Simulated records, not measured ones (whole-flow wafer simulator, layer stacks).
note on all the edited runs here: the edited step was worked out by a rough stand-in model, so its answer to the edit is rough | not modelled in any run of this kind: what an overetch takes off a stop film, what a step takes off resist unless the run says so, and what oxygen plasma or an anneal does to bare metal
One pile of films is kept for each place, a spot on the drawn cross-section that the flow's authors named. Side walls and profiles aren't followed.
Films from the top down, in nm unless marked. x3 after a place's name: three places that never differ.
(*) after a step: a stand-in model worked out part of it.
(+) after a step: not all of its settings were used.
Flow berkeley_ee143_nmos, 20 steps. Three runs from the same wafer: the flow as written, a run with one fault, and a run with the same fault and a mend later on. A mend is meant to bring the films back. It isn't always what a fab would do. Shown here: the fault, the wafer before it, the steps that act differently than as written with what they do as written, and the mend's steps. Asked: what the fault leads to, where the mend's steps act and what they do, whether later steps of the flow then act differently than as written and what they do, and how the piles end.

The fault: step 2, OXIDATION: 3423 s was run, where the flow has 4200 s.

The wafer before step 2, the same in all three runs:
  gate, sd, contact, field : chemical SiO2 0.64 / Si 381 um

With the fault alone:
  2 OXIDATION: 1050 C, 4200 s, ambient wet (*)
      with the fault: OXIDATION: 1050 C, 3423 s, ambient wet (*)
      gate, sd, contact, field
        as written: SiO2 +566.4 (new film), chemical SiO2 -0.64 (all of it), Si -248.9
        with the fault: SiO2 +501 (new film), chemical SiO2 -0.64 (all of it), Si -220.2
  Later steps of the flow that act differently than as written:
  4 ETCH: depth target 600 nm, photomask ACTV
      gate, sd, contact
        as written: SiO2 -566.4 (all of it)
        with the fault: SiO2 -501 (all of it)
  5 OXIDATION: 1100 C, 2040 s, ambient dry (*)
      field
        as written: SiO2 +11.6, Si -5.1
        with the fault: SiO2 +12.9, Si -5.67
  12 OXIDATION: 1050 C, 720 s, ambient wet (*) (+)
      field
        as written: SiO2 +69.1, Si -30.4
        with the fault: SiO2 +76.1, Si -33.5
  At the end the piles differ from the flow's by more than 2% or 0.5 nm, whichever is larger, at field.
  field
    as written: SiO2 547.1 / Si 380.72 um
    with the fault: SiO2 490 / Si 380.74 um

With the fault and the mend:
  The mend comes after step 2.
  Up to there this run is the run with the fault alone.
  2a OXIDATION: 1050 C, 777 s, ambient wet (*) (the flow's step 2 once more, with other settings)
      gate, sd, contact, field
        SiO2 +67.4, Si -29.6
  No later step of the flow acts differently than as written, at any place that is followed, by more than 2% or 0.5 nm, whichever is larger.
  At the end the piles differ from the flow's only slightly at the places that both follow, by at most 2% or 0.5 nm, whichever is larger.
